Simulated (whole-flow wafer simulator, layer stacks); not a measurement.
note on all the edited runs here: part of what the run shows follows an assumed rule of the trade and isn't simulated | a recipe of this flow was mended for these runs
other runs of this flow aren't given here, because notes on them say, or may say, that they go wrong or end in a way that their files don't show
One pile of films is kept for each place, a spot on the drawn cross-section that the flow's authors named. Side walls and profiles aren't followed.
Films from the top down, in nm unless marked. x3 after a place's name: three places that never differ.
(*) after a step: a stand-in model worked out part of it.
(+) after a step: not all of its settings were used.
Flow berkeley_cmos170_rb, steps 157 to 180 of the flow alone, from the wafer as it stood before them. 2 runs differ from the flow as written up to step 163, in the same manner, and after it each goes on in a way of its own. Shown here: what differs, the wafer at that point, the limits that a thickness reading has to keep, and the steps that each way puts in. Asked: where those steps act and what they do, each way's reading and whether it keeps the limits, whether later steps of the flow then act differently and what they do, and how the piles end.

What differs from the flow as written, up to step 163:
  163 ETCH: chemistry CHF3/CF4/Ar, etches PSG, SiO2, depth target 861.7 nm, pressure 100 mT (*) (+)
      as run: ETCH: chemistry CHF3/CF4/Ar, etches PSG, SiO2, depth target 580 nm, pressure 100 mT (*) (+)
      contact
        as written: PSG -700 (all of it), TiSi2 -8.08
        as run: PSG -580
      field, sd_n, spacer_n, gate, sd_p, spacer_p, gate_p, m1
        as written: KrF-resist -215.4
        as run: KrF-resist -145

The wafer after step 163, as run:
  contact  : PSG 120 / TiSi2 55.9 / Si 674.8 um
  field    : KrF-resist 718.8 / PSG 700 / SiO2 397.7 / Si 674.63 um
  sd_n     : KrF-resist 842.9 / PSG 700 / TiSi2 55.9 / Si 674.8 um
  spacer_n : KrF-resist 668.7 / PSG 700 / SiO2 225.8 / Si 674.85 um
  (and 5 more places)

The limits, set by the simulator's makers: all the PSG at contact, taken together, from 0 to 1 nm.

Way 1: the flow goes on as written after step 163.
  The reading after step 163: 120 nm, outside the limits.
  Later steps of the flow that act differently than as written (1 more step differs only slightly, by at most 2% or 0.5 nm, whichever is larger, and isn't shown):
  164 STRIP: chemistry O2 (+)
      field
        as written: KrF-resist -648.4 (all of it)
        this way: KrF-resist -718.8 (all of it)
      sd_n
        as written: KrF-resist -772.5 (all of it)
        this way: KrF-resist -842.9 (all of it)
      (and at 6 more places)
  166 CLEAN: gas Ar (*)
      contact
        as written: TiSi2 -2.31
        this way: PSG -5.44
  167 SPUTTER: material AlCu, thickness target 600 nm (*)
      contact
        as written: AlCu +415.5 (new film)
        this way: AlCu +447.3 (new film)
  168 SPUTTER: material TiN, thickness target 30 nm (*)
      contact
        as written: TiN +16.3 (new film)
        this way: TiN +19.7 (new film)
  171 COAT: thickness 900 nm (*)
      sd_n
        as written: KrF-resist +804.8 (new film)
        this way: KrF-resist +838.7 (new film)
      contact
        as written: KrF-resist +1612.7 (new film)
        this way: KrF-resist +1498.4 (new film)
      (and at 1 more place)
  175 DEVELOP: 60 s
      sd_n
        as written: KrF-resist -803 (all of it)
        this way: KrF-resist -836.8 (all of it)
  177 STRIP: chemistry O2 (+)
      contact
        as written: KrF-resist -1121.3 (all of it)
        this way: KrF-resist -1007.3 (all of it)
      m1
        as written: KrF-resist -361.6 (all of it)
        this way: KrF-resist -383.7 (all of it)
  At the end the piles differ from the flow's by more than 2% or 0.5 nm, whichever is larger, at contact.
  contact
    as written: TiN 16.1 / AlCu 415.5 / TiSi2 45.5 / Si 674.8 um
    this way: TiN 19.5 / AlCu 447.3 / PSG 114.6 / TiSi2 55.9 / Si 674.8 um

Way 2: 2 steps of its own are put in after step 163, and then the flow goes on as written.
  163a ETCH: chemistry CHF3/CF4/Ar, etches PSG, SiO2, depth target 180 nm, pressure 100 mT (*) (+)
      field, sd_n, spacer_n, gate, sd_p, spacer_p, gate_p, m1
        KrF-resist -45
      contact
        PSG -120 (all of it), TiSi2 -3
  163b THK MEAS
      changes no film at any place that is followed
  The reading after step 163b: 0 nm, within the limits.
  Later steps of the flow that act differently than as written (6 more steps differ only slightly, by at most 2% or 0.5 nm, whichever is larger, and aren't shown):
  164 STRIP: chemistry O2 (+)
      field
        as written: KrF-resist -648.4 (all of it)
        this way: KrF-resist -673.8 (all of it)
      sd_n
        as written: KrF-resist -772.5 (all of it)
        this way: KrF-resist -797.9 (all of it)
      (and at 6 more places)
  At the end the piles differ from the flow's by more than 2% or 0.5 nm, whichever is larger, at contact.
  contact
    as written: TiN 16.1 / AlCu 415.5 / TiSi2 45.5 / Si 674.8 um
    this way: TiN 16.2 / AlCu 416.8 / TiSi2 50.6 / Si 674.8 um

Within the limits: way 2. Outside them: way 1.
